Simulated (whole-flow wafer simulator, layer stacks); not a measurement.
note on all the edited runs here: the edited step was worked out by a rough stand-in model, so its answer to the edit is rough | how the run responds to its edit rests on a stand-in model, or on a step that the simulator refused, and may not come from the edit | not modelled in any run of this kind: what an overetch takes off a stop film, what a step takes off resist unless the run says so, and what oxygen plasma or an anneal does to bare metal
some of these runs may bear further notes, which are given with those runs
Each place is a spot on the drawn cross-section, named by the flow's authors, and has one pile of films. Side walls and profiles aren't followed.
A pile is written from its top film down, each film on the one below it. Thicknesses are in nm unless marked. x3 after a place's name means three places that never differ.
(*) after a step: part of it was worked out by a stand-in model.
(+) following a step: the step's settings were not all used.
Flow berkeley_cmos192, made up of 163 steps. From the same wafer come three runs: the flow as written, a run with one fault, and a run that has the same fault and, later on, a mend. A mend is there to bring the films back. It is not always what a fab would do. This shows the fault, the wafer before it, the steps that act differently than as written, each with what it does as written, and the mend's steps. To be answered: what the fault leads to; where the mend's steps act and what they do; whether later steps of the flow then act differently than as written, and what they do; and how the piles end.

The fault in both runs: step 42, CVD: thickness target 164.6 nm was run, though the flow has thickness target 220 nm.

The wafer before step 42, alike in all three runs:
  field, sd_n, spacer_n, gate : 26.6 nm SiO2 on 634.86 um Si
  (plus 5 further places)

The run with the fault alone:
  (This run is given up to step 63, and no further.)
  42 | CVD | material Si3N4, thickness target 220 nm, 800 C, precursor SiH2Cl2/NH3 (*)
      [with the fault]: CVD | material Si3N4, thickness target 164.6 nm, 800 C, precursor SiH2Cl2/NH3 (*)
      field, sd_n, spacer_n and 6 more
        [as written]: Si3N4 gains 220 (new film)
        [with the fault]: Si3N4 gains 164.6 (new film)
  Later steps of the flow acting differently than as written (2 other steps are not shown; they differ only slightly, by no more than 2% or 0.5 nm, whichever is larger):
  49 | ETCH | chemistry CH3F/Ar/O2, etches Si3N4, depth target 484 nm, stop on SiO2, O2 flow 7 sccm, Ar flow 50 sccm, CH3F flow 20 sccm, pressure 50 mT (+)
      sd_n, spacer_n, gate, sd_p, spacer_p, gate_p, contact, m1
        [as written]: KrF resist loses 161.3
        [with the fault]: KrF resist loses 124.4
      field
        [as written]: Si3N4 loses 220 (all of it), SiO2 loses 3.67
        [with the fault]: Si3N4 loses 164.6 (all of it), SiO2 loses 3.67
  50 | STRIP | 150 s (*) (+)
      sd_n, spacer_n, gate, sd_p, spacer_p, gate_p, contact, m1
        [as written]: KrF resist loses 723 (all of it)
        [with the fault]: KrF resist loses 760 (all of it)
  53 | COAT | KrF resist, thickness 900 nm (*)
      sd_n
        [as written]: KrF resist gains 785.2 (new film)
        [with the fault]: KrF resist gains 813.4 (new film)
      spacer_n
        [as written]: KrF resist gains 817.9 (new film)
        [with the fault]: KrF resist gains 837.5 (new film)
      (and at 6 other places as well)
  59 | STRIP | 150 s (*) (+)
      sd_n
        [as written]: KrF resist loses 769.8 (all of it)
        [with the fault]: KrF resist loses 797.9 (all of it)
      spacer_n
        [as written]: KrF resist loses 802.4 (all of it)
        [with the fault]: KrF resist loses 822 (all of it)
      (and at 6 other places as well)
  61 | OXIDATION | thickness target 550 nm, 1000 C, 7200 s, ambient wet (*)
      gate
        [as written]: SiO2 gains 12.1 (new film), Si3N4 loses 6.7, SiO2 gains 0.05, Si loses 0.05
        [with the fault]: SiO2 gains 12.1 (new film), Si3N4 loses 6.7
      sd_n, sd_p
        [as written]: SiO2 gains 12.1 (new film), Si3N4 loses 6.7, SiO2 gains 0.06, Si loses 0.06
        [with the fault]: SiO2 gains 12.1 (new film), Si3N4 loses 6.7, SiO2 gains 0.95, Si loses 0.43
  Once step 63 is done, the piles at sd_n, spacer_n, gate, sd_p, spacer_p, gate_p, contact, m1 depart from the flow's by more than 2% or 0.5 nm, whichever is larger.
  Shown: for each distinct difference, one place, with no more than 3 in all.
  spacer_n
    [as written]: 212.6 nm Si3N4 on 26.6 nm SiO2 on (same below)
    [with the fault]: 157.2 nm Si3N4 on 26.6 nm SiO2 on (same below)
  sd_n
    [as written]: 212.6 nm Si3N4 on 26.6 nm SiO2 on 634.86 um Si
    [with the fault]: 157.2 nm Si3N4 on 27.5 nm SiO2 on 634.86 um Si
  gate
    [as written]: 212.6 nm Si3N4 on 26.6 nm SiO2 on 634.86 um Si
    [with the fault]: 157.2 nm Si3N4 on 26.6 nm SiO2 on 634.86 um Si

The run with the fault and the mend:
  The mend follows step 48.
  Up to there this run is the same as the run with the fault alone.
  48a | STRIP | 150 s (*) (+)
      sd_n, spacer_n, gate, sd_p, spacer_p, gate_p, contact, m1
        KrF resist loses 884.4 (all of it)
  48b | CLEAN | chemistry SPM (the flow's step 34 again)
      alters no film at any place that is followed
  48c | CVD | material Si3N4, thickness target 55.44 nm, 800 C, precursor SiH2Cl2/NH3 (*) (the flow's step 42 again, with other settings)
      field, sd_n, spacer_n and 6 more
        Si3N4 gains 55.4
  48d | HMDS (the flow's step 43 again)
      alters no film at any place that is followed
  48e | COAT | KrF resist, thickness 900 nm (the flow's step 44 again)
      field, sd_n, spacer_n and 6 more
        KrF resist gains 900 (new film)
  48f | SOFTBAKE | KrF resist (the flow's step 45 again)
      alters no film at any place that is followed
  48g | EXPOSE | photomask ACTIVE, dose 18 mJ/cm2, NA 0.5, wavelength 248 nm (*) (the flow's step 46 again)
      alters no film at any place that is followed
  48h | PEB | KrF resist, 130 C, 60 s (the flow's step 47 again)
      field, sd_n, spacer_n and 6 more
        KrF resist loses 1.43
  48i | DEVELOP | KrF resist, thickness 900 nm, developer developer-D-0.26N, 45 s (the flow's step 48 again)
      sd_n, spacer_n, gate, sd_p, spacer_p, gate_p, contact, m1
        KrF resist loses 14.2
      field
        KrF resist loses 898.6 (all of it)
  Every later step of the flow that is run acts as written, at every place that is followed, to within 2% or 0.5 nm, whichever is larger.
  By the end, the piles equal the flow's at every place that both follow.
